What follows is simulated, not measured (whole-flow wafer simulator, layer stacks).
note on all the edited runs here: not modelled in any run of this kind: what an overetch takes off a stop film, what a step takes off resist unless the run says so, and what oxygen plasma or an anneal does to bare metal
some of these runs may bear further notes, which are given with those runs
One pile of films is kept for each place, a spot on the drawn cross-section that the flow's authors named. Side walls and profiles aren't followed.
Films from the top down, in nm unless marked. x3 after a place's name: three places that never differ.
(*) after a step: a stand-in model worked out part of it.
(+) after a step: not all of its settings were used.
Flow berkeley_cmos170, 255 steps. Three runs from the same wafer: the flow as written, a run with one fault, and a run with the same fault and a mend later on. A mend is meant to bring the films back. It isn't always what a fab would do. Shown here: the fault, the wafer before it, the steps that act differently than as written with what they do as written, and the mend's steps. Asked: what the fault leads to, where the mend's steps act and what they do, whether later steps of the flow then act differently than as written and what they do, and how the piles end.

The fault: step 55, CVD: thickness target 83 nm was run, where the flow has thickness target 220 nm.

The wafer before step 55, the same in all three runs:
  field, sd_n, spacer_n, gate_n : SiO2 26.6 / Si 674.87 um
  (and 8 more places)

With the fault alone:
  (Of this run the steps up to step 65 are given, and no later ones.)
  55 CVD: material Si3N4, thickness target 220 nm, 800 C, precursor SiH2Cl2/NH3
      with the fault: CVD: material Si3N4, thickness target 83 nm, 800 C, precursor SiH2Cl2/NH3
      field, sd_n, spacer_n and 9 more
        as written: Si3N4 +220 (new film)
        with the fault: Si3N4 +83 (new film)
  Later steps of the flow that act differently than as written:
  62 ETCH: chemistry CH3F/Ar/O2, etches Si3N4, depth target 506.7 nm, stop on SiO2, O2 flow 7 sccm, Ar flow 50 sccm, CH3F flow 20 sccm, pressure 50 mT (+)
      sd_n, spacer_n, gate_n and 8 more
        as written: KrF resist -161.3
        with the fault: KrF resist -70
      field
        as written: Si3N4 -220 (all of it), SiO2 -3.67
        with the fault: Si3N4 -83 (all of it), SiO2 -3.67
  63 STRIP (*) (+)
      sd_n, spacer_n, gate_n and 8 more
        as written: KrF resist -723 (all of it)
        with the fault: KrF resist -814.4 (all of it)
  After step 65 the piles differ from the flow's by more than 2% or 0.5 nm, whichever is larger, at sd_n, spacer_n, gate_n and 8 more.
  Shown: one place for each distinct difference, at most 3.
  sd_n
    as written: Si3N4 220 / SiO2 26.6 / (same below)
    with the fault: Si3N4 83 / SiO2 26.6 / (same below)

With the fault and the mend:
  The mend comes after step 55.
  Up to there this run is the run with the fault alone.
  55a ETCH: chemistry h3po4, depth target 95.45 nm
      field, sd_n, spacer_n and 9 more
        Si3N4 -83 (all of it)
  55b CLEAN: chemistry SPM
      changes no film at any place that is followed
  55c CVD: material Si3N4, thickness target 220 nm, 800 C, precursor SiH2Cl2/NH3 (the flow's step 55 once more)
      field, sd_n, spacer_n and 9 more
        Si3N4 +220 (new film)
  No later step of the flow acts differently than as written at any place that is followed.
  At the end the piles are the same as the flow's at every place that both follow.
